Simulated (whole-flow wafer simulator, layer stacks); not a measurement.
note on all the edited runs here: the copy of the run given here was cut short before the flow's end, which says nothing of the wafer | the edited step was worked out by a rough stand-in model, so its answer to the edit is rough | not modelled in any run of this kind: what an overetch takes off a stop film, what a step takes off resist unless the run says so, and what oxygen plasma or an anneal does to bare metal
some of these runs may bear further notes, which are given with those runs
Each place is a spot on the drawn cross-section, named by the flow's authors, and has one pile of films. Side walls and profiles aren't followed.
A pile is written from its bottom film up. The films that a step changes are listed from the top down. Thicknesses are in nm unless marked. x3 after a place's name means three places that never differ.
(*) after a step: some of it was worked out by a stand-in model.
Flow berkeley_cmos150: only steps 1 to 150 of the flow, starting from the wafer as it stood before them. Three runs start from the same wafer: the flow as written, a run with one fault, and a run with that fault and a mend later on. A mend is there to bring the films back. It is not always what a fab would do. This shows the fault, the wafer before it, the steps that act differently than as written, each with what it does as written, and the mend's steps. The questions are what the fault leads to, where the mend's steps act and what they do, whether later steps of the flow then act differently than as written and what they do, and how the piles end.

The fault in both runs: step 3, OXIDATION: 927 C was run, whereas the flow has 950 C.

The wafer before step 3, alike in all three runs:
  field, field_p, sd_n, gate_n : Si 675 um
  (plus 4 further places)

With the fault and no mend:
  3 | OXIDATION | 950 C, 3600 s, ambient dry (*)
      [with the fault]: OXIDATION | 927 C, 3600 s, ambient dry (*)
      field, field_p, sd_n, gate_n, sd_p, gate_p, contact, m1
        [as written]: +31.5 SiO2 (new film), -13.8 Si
        [with the fault]: +24.9 SiO2 (new film), -11 Si
  Every later step of the flow that is run acts as written, at every place that is followed, to within 2% or 0.5 nm, whichever is larger.
  The piles end only slightly different from the flow's at the places that both follow, by no more than 2% or 0.5 nm, whichever is larger.

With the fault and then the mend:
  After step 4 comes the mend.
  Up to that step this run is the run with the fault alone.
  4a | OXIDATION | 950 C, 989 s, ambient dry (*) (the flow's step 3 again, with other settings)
      field, field_p, sd_n, gate_n, sd_p, gate_p, contact, m1
        +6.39 SiO2, -2.81 Si
  Every later step of the flow that is run acts as written, at every place that is followed, to within 2% or 0.5 nm, whichever is larger.
  By the end, the piles equal the flow's at every place that both follow.
